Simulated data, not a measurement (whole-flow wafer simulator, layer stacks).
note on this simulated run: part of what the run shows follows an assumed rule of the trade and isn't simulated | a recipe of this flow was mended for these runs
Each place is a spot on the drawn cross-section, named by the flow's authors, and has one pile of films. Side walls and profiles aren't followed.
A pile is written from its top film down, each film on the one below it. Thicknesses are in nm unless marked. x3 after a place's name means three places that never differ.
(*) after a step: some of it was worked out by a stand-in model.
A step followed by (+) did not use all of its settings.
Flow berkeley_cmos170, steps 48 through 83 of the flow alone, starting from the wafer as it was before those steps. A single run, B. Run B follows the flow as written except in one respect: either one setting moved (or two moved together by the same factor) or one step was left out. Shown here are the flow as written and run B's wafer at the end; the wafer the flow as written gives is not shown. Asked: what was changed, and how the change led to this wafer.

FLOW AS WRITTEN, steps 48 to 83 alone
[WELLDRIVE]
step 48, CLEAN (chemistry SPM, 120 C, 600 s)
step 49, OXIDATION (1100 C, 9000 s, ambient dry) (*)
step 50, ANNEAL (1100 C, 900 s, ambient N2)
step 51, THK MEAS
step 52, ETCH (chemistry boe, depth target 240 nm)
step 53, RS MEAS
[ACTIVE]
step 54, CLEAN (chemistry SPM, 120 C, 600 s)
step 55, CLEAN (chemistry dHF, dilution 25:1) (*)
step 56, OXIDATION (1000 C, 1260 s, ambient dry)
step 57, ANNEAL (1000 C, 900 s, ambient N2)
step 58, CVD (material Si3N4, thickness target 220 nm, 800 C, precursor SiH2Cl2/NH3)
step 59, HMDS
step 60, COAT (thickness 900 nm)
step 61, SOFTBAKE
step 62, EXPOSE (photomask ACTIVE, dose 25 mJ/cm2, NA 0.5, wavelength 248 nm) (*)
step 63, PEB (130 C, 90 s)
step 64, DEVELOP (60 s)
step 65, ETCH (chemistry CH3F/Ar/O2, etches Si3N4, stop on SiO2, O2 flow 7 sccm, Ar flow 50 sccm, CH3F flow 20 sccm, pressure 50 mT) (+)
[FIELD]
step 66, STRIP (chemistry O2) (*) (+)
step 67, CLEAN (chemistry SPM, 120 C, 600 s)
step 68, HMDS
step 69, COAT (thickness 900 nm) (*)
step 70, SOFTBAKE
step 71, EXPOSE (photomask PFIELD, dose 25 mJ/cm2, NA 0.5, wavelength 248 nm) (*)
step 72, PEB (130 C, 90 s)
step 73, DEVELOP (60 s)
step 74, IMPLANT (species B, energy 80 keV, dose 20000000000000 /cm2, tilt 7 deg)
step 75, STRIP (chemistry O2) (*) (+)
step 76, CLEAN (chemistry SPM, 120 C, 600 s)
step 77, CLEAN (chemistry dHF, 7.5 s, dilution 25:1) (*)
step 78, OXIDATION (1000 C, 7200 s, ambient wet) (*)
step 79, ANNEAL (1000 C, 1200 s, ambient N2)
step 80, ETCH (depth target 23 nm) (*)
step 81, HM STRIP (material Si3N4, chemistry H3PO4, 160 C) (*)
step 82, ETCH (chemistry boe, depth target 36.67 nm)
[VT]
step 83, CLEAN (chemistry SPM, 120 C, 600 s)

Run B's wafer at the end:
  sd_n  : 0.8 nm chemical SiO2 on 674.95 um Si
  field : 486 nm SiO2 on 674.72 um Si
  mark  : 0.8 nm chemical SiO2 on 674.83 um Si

What caused this: step 49, OXIDATION: 1100 C, 9000 s, ambient dry (*), was skipped.

Step by step, how the change led to this:
  step 52, ETCH (chemistry boe, depth target 240 nm)
      field, mark, sd_n and 10 more: -0.8 chemical SiO2 (all of it) (as written it would have been: -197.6 SiO2 (all of it))
